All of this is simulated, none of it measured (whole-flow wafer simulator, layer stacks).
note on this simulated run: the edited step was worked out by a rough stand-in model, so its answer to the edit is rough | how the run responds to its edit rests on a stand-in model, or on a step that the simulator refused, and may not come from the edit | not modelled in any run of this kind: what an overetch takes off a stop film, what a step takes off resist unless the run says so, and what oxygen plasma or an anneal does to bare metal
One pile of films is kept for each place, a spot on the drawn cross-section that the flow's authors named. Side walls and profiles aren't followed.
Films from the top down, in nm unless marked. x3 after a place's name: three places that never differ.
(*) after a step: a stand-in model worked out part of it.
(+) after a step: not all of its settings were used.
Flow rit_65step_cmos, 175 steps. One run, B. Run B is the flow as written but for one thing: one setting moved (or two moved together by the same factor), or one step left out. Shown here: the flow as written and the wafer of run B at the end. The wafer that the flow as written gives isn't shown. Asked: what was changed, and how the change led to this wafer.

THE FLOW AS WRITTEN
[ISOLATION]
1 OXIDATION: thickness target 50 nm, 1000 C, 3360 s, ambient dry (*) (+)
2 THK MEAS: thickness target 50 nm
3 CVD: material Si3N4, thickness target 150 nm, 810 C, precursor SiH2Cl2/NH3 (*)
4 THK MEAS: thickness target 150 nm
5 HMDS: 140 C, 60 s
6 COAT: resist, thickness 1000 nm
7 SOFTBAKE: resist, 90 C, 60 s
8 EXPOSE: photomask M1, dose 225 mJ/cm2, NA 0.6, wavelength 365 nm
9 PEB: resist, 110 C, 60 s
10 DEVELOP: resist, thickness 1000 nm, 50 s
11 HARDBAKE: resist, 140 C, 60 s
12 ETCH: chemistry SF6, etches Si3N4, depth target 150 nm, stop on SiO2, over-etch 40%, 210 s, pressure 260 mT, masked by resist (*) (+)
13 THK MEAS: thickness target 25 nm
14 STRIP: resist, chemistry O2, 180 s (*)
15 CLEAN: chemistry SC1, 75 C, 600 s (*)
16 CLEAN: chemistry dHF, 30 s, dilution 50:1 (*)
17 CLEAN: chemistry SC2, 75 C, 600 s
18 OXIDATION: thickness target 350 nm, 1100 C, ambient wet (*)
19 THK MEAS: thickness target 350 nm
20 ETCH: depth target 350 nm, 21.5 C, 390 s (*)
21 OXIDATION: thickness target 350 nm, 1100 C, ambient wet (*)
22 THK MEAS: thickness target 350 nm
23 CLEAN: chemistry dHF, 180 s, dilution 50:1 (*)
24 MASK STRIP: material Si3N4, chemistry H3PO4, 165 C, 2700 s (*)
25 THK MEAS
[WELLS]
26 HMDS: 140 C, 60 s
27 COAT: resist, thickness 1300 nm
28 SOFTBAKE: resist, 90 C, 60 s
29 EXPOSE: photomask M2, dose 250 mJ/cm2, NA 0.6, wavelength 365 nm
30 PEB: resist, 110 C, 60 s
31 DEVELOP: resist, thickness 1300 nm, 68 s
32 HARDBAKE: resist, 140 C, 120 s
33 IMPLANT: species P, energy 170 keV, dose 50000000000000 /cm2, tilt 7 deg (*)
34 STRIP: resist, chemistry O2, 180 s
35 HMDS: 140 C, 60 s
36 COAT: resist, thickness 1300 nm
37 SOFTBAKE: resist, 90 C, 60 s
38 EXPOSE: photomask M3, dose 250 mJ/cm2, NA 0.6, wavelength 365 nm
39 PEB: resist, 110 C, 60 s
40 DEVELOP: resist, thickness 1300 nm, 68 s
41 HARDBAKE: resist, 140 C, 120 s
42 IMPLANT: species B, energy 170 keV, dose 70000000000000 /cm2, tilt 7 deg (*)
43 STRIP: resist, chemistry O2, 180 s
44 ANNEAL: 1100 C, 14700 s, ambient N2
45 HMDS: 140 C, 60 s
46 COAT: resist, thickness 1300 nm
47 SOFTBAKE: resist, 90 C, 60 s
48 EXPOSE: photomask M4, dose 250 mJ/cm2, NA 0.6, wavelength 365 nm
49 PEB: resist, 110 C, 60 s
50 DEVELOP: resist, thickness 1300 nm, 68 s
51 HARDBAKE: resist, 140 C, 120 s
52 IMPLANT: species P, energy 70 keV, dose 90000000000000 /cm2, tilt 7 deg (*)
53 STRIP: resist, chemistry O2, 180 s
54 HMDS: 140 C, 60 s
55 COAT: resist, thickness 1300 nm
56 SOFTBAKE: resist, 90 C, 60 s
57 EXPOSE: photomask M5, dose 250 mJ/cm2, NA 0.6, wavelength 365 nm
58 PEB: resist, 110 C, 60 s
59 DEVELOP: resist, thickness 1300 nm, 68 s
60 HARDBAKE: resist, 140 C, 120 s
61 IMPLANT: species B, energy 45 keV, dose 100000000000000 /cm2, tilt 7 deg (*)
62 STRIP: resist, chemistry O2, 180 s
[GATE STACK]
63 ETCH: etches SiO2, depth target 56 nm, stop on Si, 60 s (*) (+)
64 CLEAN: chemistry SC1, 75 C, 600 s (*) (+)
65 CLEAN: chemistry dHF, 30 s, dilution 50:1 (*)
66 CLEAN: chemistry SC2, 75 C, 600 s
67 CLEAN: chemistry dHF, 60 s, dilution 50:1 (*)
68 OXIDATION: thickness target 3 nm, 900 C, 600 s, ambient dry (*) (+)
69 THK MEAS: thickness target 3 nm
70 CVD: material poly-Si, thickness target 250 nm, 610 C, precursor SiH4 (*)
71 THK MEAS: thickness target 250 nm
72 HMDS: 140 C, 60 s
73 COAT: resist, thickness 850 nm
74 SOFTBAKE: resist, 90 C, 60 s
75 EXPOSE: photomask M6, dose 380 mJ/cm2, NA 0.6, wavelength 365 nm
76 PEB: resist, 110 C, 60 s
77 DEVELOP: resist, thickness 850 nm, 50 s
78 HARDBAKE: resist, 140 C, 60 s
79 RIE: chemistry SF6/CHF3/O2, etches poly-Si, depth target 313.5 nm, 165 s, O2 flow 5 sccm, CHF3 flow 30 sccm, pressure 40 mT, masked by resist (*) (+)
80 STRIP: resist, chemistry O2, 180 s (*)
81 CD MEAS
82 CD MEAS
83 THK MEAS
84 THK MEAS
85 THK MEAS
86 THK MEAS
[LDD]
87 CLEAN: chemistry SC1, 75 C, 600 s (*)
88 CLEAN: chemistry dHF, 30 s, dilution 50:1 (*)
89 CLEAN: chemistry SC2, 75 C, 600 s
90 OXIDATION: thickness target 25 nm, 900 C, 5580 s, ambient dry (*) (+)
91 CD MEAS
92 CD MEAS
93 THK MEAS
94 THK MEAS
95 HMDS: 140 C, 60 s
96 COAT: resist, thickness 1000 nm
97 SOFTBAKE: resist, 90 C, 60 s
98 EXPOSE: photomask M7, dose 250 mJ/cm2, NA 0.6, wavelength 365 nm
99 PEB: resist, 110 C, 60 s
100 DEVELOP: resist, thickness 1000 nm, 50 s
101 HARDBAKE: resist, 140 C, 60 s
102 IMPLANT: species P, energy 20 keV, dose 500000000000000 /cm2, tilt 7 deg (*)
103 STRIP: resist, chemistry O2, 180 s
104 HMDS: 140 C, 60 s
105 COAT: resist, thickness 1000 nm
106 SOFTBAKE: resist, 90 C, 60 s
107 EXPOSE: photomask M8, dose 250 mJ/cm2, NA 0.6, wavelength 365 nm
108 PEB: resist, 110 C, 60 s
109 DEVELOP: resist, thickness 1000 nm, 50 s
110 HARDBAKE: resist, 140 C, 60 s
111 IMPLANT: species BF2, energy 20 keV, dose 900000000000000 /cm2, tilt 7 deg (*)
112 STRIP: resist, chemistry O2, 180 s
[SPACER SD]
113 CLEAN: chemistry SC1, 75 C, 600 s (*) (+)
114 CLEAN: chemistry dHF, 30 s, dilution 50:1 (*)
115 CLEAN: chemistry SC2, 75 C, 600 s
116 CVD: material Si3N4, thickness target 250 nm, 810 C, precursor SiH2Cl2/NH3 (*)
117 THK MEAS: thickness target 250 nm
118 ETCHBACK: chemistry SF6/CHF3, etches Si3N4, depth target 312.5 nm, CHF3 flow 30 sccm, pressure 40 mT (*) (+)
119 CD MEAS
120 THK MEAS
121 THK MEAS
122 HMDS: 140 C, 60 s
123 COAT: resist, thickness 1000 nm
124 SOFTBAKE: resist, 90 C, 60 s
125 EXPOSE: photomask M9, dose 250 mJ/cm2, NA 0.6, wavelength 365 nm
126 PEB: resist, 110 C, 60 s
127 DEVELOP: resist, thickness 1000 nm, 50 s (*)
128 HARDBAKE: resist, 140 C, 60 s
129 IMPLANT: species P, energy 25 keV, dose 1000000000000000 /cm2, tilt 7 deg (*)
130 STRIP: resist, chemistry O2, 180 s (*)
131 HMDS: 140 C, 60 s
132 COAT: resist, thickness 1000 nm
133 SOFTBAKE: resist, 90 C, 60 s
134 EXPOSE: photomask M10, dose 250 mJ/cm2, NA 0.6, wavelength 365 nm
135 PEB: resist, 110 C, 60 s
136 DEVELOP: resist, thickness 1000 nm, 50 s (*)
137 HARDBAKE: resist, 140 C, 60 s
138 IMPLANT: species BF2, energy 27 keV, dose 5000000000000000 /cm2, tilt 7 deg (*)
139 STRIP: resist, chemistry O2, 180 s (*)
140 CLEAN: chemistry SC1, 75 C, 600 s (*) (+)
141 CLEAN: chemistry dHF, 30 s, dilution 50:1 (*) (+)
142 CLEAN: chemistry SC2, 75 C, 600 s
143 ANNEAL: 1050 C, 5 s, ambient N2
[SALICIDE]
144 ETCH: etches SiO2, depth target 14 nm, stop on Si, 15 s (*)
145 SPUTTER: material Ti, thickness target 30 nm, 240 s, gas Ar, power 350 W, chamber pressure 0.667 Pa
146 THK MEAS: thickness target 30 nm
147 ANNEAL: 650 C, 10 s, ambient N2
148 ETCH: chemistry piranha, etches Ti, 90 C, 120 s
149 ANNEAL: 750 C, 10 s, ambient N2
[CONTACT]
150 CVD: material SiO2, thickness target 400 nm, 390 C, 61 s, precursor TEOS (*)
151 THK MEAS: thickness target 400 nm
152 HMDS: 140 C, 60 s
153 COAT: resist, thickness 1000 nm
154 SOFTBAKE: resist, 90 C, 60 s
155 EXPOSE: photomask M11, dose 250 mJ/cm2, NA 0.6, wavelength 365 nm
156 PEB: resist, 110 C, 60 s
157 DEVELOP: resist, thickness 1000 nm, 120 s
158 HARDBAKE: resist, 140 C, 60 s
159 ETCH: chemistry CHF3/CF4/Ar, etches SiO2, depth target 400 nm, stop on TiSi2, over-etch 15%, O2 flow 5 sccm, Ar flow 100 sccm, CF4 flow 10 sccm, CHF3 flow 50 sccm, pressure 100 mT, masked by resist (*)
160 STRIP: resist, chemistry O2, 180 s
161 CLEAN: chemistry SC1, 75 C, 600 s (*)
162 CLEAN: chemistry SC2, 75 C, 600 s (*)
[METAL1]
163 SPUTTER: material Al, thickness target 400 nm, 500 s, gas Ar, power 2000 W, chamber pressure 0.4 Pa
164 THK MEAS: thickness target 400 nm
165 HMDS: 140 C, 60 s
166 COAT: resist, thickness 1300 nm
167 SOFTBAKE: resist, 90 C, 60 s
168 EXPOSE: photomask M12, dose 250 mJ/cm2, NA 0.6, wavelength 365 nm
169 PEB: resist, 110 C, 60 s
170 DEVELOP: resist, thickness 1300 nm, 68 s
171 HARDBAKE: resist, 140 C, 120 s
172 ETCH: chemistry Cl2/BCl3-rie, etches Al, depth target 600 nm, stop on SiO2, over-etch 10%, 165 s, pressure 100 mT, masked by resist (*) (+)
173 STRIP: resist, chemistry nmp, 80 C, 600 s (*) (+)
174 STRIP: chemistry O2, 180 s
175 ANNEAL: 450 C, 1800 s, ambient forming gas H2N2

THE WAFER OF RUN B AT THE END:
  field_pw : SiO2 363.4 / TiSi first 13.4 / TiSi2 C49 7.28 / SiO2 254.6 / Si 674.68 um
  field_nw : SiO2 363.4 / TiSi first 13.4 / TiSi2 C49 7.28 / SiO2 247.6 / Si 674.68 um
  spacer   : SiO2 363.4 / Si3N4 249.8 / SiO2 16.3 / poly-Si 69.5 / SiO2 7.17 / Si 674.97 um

The cause: step 70, CVD: thickness target 400 nm was run, where the flow has thickness target 250 nm.

How the change led to this, step by step:
  70 CVD: material poly-Si, thickness target 250 nm, 610 C, precursor SiH4 (*)
      field, field_pw, field_nw and 11 more: poly-Si +400 (new film) (as written it would be: poly-Si +250 (new film))
  79 RIE: chemistry SF6/CHF3/O2, etches poly-Si, depth target 313.5 nm, 165 s, O2 flow 5 sccm, CHF3 flow 30 sccm, pressure 40 mT, masked by resist (*) (+)
      active_n, active_p, spacer, spacer_p, sd_n, sd_p, contact, m1: poly-Si -313.5 (as written it would be: poly-Si -250 (all of it), SiO2 -7.17 (all of it))
      field, field_pw, field_nw, field_p: poly-Si -313.5 (as written it would be: poly-Si -250 (all of it), SiO2 -10.9)
  80 STRIP: resist, chemistry O2, 180 s (*)
      active_n, active_p, spacer, spacer_p, sd_n, sd_p, contact, m1: chemical SiO2 +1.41 (new film), poly-Si -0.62 (as written it would be: chemical SiO2 +1.41 (new film), Si -0.62)
      field, field_pw, field_nw, field_p: chemical SiO2 +1.41 (new film), poly-Si -0.62 (as written it would be: nothing)
  87 CLEAN: chemistry SC1, 75 C, 600 s (*)
      active_n, active_p, spacer, spacer_p, sd_n, sd_p, contact, m1: chemical SiO2 -0.81, poly-Si -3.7 (as written it would be: chemical SiO2 -0.81, Si -3.7)
      field, field_pw, field_nw, field_p: chemical SiO2 -0.81, poly-Si -3.7 (as written it would be: SiO2 -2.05)
  88 CLEAN: chemistry dHF, 30 s, dilution 50:1 (*)
      field, field_pw, field_nw, field_p: chemical SiO2 -0.6 (all of it) (as written it would be: SiO2 -2.78)
  90 OXIDATION: thickness target 25 nm, 900 C, 5580 s, ambient dry (*) (+)
      active_n, active_p, spacer, spacer_p, sd_n, sd_p, contact, m1: SiO2 +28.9 (new film), chemical SiO2 -0.4 (all of it), poly-Si -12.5 (as written it would be: SiO2 +26.5 (new film), chemical SiO2 -0.4 (all of it), Si -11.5)
      field, field_pw: SiO2 +28.9 (new film), chemical SiO2 -0.4 (all of it), poly-Si -12.5 (as written it would be: SiO2 +6.57, Si -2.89)
      (and at 2 more places)
  96 COAT: resist, thickness 1000 nm
      gate_n, gate_p: resist +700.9 (new film) (as written it would be: resist +750.6 (new film))
  99 PEB: resist, 110 C, 60 s
      gate_n, gate_p: resist -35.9 (as written it would be: resist -38.6)
  100 DEVELOP: resist, thickness 1000 nm, 50 s
      gate_n: resist -665 (all of it) (as written it would be: resist -712.1 (all of it))
  101 HARDBAKE: resist, 140 C, 60 s
      gate_p: resist -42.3 (as written it would be: resist -45.8)
  103 STRIP: resist, chemistry O2, 180 s
      gate_p: resist -622.7 (all of it) (as written it would be: resist -666.3 (all of it))
  105 COAT: resist, thickness 1000 nm
      gate_n, gate_p: resist +700.9 (new film) (as written it would be: resist +750.6 (new film))
  108 PEB: resist, 110 C, 60 s
      gate_n, gate_p: resist -35.9 (as written it would be: resist -38.6)
  109 DEVELOP: resist, thickness 1000 nm, 50 s
      gate_p: resist -665 (all of it) (as written it would be: resist -712.1 (all of it))
  110 HARDBAKE: resist, 140 C, 60 s
      gate_n: resist -42.3 (as written it would be: resist -45.8)
  112 STRIP: resist, chemistry O2, 180 s
      gate_n: resist -622.7 (all of it) (as written it would be: resist -666.3 (all of it))
  ... 23 more steps ...
  170 DEVELOP: resist, thickness 1300 nm, 68 s
      field: resist -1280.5 (all of it) (as written it would be: resist -1316.6 (all of it))
      field_pw: resist -1241.6 (all of it) (as written it would be: resist -1285.5 (all of it))
      (and at 6 more places)
